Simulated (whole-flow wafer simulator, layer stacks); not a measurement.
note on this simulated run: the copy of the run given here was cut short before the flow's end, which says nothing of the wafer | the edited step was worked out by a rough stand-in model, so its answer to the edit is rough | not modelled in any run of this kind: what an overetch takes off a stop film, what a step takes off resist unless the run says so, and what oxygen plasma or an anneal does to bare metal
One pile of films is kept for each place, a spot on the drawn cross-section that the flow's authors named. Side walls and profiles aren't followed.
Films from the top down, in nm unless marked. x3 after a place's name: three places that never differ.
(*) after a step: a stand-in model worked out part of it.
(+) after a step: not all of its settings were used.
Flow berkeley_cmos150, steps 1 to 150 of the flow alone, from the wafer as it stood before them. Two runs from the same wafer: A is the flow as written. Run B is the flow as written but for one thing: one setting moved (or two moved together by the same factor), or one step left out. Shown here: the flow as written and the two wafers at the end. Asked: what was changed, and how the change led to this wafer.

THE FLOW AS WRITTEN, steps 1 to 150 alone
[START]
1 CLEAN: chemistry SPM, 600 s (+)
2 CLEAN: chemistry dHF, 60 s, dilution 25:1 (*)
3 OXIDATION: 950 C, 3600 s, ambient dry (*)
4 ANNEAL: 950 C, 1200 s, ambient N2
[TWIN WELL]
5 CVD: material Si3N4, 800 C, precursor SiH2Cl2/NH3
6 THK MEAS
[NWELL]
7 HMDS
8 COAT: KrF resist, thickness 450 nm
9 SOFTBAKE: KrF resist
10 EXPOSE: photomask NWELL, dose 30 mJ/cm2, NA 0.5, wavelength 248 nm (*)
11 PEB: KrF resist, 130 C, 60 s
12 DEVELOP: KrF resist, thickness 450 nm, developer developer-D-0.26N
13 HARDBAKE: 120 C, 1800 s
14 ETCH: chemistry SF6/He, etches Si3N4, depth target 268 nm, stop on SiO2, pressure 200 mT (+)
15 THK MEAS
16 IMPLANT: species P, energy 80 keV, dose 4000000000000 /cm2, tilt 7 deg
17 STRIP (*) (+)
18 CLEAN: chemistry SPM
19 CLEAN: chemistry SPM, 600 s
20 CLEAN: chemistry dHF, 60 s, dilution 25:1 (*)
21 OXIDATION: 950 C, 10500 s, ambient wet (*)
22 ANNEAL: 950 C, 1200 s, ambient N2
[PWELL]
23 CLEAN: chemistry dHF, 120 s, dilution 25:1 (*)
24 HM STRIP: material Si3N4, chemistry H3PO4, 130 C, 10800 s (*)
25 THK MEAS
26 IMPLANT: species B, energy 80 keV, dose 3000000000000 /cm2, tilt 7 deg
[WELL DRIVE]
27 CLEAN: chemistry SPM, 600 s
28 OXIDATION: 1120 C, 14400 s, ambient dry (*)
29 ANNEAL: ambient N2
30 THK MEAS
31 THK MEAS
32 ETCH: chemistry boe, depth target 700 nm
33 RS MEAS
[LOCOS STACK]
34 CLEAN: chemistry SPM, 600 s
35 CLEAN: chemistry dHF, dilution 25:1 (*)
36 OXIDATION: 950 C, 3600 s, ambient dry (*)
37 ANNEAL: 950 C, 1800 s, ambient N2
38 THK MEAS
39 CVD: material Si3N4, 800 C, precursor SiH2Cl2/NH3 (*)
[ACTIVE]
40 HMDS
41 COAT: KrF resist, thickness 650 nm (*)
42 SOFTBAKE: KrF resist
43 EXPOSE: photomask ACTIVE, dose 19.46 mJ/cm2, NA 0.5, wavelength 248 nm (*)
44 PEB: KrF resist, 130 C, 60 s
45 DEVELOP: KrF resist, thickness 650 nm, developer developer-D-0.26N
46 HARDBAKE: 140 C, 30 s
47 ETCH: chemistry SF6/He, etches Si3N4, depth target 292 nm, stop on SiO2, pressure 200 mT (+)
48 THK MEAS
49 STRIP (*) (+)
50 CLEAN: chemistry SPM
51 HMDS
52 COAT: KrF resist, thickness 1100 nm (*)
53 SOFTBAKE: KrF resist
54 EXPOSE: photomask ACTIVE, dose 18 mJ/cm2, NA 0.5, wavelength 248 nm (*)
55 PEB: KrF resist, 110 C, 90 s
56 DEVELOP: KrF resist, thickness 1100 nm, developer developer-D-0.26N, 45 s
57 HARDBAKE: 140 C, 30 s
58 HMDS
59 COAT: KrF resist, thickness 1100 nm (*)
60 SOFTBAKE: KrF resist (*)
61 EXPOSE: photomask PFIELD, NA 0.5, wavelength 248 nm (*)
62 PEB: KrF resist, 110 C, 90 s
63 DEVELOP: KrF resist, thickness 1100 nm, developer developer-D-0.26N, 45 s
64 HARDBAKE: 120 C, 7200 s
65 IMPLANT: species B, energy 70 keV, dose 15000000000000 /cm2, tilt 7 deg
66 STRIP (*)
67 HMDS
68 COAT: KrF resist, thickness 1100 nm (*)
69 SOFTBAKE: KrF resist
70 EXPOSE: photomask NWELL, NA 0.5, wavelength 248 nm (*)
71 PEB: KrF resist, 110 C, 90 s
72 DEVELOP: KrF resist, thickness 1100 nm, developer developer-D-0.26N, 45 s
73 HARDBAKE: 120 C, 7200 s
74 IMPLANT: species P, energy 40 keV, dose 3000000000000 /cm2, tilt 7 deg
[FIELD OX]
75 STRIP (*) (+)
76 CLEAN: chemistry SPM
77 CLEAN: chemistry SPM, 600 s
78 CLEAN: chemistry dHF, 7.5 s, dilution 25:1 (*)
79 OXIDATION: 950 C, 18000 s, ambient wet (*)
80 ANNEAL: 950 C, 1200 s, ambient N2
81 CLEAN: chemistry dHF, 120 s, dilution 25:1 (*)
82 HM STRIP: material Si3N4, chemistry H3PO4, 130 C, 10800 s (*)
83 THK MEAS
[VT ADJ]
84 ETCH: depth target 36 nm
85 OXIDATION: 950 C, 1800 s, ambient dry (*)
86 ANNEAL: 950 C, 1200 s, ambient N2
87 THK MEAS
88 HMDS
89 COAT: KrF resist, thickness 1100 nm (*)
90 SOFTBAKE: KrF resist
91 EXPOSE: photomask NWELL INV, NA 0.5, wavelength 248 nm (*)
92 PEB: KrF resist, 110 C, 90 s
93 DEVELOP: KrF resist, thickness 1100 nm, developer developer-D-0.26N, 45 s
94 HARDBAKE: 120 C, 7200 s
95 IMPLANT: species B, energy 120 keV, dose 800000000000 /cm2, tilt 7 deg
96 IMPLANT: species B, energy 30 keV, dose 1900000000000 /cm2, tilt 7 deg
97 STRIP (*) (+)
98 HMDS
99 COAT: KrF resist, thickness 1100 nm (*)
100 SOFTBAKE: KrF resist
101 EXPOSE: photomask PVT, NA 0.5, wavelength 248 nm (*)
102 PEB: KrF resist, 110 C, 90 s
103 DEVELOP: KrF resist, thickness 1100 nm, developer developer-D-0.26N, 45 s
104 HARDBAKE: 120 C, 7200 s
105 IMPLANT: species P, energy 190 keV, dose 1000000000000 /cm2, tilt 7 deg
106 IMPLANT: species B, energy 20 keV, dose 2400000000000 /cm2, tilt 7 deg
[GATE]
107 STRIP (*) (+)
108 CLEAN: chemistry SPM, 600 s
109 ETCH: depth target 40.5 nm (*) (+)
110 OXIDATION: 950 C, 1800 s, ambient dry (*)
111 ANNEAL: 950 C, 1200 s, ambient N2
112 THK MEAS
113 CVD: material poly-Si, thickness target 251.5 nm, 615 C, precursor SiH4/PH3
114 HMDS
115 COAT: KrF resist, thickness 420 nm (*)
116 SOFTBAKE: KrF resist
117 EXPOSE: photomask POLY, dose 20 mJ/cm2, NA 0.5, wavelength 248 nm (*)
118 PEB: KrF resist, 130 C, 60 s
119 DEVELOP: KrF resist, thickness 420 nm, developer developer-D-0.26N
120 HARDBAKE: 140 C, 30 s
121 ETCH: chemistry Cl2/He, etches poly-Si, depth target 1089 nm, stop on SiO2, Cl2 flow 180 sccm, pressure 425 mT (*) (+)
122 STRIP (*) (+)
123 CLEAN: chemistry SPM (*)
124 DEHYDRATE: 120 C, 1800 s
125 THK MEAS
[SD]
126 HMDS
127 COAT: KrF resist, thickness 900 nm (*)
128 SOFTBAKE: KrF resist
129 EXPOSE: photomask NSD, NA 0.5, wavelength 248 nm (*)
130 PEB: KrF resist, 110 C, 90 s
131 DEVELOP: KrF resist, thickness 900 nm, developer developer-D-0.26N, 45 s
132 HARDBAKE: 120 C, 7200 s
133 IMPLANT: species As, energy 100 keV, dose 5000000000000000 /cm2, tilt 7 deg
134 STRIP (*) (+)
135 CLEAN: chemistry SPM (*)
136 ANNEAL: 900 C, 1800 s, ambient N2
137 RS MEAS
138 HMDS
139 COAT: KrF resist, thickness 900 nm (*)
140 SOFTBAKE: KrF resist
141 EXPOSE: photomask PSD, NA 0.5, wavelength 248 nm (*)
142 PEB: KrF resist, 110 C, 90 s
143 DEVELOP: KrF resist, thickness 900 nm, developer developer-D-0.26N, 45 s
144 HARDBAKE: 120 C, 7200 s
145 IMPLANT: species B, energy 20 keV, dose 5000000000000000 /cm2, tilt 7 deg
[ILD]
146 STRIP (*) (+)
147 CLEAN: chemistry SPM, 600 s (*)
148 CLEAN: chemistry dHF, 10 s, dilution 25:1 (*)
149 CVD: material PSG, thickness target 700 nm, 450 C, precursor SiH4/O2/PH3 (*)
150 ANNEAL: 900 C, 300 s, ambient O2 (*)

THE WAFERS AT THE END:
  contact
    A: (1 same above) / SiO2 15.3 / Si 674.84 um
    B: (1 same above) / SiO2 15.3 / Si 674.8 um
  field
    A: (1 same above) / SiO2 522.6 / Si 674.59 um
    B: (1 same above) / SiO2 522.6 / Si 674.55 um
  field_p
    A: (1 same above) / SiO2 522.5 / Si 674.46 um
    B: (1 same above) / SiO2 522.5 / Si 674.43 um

The cause: step 28, OXIDATION: 23040 s was run, where the flow has 14400 s.

How the change led to this, step by step:
  28 OXIDATION: 1120 C, 14400 s, ambient dry (*)
      field, sd_n, gate_n, contact, m1: A SiO2 +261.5, Si -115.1 | B SiO2 +349.6, Si -153.8
      field_p, sd_p, gate_p: A SiO2 +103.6, Si -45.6 | B SiO2 +158.2, Si -69.6
  32 ETCH: chemistry boe, depth target 700 nm
      field, sd_n, gate_n, contact, m1: A SiO2 -291.1 (all of it) | B SiO2 -379.1 (all of it)
      field_p, sd_p, gate_p: A SiO2 -555.5 (all of it) | B SiO2 -610.1 (all of it)
  41 COAT: KrF resist, thickness 650 nm (*)
      field: A KrF resist +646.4 (new film) | B KrF resist +620.2 (new film)
  45 DEVELOP: KrF resist, thickness 650 nm, developer developer-D-0.26N
      field: A KrF resist -645.4 (all of it) | B KrF resist -619.2 (all of it)
